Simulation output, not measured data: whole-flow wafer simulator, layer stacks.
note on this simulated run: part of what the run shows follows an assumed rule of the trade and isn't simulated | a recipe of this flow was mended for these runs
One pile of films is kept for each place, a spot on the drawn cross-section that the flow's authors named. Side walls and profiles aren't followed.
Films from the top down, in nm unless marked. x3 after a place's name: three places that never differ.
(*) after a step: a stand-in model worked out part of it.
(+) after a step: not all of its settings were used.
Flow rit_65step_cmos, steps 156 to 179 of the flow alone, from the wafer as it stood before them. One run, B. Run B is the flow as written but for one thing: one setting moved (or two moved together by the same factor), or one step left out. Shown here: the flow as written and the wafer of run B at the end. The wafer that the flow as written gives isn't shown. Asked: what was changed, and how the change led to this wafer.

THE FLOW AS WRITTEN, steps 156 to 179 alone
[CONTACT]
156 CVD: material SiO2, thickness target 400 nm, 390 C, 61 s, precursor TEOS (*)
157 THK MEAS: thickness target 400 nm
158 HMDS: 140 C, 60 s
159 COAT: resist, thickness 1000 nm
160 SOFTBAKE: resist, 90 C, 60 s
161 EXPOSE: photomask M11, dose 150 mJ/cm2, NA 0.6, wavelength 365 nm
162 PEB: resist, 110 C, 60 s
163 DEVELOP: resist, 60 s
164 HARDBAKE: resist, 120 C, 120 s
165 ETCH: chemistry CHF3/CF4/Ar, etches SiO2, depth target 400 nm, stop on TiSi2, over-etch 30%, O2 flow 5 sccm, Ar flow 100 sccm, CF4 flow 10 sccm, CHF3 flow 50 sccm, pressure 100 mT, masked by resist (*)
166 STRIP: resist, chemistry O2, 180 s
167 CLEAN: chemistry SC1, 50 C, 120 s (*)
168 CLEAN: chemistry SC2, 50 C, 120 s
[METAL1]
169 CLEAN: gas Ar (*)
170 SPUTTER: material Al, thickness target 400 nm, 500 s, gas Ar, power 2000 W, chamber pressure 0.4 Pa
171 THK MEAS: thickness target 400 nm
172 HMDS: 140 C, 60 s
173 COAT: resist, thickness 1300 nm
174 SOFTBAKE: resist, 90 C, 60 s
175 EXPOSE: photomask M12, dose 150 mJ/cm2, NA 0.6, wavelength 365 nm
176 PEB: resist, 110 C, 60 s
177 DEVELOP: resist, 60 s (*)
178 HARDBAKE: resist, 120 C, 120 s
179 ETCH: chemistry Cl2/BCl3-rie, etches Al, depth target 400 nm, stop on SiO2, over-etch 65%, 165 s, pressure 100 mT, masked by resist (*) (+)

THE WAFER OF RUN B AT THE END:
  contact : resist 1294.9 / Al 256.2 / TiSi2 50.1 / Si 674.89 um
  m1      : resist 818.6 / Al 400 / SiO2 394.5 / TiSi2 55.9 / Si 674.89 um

The cause: step 165, ETCH: depth target 360 nm was run, where the flow has depth target 400 nm.

How the change led to this, step by step:
  165 ETCH: chemistry CHF3/CF4/Ar, etches SiO2, depth target 400 nm, stop on TiSi2, over-etch 30%, O2 flow 5 sccm, Ar flow 100 sccm, CF4 flow 10 sccm, CHF3 flow 50 sccm, pressure 100 mT, masked by resist (*)
      field, field_pw, field_nw and 10 more: resist -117 (as written it would be: resist -130)
      contact: SiO2 -400 (all of it), TiSi2 -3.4 (as written it would be: SiO2 -400 (all of it), TiSi2 -6)
  166 STRIP: resist, chemistry O2, 180 s
      gate_n: resist -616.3 (all of it) (as written it would be: resist -603.3 (all of it))
      gate_p: resist -616.2 (all of it) (as written it would be: resist -603.2 (all of it))
      (and at 2 more places)
